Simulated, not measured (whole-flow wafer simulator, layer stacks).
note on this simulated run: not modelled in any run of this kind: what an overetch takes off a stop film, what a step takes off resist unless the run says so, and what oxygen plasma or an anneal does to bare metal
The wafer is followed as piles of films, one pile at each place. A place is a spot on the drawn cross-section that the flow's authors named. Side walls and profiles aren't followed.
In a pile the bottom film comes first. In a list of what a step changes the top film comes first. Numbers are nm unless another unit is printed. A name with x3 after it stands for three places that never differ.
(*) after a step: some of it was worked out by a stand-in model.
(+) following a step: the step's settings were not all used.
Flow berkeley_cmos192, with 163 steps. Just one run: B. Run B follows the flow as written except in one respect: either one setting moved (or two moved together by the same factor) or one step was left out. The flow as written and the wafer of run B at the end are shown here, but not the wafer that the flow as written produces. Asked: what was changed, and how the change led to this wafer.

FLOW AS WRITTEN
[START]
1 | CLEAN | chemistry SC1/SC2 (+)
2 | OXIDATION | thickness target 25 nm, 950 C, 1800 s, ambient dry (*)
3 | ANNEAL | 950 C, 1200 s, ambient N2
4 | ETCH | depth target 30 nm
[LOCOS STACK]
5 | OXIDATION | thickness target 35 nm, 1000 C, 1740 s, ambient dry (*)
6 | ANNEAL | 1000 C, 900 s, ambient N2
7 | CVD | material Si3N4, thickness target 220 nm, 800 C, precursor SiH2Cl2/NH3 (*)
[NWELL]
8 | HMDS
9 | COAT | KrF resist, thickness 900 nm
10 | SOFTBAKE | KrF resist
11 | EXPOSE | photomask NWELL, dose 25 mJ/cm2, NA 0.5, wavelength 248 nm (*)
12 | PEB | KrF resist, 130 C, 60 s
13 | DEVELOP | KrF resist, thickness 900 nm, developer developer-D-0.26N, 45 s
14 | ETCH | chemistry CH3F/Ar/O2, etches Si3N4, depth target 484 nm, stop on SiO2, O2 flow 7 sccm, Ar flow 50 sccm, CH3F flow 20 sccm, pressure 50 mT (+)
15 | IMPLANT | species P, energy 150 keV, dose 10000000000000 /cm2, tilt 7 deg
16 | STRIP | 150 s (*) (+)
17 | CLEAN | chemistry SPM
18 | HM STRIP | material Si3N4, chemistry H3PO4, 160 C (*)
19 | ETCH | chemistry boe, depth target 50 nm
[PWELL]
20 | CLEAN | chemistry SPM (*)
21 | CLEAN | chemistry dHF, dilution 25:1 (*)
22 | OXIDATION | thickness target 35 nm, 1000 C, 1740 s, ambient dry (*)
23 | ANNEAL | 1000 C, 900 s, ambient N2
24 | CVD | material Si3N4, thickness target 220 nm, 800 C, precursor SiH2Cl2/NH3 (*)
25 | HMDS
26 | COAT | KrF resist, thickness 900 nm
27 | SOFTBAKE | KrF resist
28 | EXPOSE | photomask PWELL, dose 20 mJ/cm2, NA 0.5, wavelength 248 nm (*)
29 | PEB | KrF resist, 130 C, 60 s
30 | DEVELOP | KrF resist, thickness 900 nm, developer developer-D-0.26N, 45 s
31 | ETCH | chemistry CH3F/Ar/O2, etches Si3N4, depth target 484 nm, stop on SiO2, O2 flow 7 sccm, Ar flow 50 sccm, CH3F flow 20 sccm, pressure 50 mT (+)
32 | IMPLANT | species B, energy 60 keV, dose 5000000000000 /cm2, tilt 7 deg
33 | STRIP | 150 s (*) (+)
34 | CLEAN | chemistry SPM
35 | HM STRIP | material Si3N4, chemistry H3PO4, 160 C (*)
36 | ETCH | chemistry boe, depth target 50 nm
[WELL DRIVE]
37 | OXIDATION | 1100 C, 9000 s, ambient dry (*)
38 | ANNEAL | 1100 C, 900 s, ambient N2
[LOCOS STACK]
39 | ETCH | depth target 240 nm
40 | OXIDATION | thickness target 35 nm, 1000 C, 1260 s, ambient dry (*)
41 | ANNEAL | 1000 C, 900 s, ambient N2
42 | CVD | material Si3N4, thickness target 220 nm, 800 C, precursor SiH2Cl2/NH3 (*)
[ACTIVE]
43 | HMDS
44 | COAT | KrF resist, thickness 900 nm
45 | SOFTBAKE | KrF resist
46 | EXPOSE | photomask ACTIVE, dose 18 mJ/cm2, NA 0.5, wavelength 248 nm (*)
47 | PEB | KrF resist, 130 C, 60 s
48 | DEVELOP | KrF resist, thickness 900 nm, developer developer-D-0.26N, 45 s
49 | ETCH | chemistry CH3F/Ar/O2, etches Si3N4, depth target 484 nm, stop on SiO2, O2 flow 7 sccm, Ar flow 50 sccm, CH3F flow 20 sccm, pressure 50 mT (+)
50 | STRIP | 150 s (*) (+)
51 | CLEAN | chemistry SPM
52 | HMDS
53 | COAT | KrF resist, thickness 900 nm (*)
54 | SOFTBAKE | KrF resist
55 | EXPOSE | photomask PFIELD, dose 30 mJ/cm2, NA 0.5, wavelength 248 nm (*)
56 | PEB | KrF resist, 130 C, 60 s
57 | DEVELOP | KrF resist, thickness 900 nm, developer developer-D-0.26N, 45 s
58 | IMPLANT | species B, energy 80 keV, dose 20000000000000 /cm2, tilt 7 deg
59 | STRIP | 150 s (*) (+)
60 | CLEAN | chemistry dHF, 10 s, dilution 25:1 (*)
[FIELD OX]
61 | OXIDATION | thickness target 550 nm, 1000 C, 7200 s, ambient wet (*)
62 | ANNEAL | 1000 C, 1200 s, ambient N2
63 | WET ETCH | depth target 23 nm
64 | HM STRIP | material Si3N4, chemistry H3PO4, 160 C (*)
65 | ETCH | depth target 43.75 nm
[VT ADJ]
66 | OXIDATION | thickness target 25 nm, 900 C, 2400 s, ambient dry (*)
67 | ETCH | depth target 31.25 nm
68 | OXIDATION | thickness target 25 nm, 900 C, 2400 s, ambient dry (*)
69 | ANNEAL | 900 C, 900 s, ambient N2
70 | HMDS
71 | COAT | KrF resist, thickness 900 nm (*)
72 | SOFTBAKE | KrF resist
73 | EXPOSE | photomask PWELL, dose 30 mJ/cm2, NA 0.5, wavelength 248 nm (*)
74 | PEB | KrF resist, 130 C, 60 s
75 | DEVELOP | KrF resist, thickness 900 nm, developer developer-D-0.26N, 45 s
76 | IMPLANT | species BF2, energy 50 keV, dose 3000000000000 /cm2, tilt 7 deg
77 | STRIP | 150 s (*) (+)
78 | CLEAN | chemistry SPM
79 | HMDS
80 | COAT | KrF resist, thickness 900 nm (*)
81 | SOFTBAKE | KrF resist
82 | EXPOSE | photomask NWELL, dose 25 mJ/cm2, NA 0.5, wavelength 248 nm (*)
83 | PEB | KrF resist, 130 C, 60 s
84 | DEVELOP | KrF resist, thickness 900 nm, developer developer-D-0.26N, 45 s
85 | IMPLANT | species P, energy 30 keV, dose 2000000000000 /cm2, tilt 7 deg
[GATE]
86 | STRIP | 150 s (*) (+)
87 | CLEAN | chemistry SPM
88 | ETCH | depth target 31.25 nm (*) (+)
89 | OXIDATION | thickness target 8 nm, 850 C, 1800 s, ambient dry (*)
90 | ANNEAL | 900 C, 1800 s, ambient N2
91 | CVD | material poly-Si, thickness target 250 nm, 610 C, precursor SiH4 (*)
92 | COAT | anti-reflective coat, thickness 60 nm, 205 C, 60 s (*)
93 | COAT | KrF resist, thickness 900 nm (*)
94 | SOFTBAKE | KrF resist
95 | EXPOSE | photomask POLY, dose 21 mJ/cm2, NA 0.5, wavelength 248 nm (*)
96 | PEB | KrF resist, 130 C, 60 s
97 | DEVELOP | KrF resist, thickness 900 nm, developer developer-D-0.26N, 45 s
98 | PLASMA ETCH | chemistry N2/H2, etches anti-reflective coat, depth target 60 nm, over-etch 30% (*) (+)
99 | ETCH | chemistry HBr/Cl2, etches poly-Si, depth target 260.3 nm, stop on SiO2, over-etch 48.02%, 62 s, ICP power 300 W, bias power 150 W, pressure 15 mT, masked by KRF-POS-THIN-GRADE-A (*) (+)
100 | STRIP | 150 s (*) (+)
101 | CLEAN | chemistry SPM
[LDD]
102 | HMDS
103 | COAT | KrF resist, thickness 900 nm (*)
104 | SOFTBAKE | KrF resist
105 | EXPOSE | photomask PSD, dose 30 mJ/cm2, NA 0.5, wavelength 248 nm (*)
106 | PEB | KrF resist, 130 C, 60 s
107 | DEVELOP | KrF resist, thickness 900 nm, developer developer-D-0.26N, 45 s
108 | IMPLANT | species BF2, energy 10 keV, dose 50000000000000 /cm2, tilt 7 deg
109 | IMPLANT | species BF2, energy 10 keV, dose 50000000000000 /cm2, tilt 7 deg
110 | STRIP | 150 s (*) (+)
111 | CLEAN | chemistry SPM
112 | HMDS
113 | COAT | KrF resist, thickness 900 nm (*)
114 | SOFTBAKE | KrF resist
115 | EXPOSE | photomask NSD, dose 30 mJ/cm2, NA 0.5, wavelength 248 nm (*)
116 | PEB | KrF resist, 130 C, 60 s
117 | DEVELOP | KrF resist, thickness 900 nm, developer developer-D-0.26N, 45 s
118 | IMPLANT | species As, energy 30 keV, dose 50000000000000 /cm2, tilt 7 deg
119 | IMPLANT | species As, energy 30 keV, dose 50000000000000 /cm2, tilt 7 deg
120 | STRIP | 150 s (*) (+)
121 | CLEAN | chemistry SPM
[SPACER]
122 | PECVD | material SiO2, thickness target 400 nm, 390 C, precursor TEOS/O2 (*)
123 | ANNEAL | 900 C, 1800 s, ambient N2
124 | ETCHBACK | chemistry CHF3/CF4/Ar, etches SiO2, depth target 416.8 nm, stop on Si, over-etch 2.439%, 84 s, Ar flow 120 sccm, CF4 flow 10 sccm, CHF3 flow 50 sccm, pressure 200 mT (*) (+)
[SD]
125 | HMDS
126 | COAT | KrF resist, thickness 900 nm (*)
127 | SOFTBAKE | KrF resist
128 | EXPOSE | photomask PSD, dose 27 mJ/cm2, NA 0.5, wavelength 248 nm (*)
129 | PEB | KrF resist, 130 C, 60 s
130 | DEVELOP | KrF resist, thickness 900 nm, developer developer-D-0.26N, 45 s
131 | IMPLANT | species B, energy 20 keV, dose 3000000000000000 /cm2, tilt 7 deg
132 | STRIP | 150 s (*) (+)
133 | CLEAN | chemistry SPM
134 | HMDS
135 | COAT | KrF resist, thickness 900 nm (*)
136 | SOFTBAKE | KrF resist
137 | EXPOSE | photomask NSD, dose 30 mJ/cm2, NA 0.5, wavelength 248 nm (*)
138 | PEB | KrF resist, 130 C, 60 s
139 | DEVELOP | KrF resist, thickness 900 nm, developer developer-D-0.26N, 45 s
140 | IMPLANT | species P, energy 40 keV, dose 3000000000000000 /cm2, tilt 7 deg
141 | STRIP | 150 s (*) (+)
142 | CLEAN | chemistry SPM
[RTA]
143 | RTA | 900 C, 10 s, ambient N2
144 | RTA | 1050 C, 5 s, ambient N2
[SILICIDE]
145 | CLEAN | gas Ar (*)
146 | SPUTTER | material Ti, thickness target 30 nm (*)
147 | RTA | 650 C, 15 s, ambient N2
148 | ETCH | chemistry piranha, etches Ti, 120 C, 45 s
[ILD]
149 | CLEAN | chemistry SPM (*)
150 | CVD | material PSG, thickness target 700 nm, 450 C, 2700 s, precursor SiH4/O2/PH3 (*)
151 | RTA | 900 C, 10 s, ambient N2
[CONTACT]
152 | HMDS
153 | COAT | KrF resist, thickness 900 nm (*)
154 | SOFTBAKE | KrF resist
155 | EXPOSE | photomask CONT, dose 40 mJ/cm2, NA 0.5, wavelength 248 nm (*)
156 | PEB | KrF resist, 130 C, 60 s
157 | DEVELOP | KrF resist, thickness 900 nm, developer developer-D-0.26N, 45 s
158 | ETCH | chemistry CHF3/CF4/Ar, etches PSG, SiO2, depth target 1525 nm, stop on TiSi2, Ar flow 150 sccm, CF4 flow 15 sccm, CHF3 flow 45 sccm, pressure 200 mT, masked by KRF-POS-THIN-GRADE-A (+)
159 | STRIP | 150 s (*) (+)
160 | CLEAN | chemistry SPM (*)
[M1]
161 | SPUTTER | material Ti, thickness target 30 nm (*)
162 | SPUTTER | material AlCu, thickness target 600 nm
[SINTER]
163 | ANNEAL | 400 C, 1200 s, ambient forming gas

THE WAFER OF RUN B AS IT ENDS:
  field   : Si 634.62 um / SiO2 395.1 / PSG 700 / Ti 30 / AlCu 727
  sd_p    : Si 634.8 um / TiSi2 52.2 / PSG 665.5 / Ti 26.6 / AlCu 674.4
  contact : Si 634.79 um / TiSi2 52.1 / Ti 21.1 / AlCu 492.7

The reason: step 162, SPUTTER: thickness target 727 nm was run, while the flow as written has thickness target 600 nm.
The wafer lets one read it off: field has AlCu 727, and step 162 as written asks for 600 nm.

Step by step, how the change led to this:
  162 | SPUTTER | material AlCu, thickness target 600 nm
      field, sd_n, spacer_n, gate, spacer_p, gate_p, m1: AlCu gains 727 (new film) (in the flow as written it would be: AlCu gains 600 (new film))
      sd_p: AlCu gains 674.4 (new film) (in the flow as written it would be: AlCu gains 551.2 (new film))
      (as well as at 1 more place)
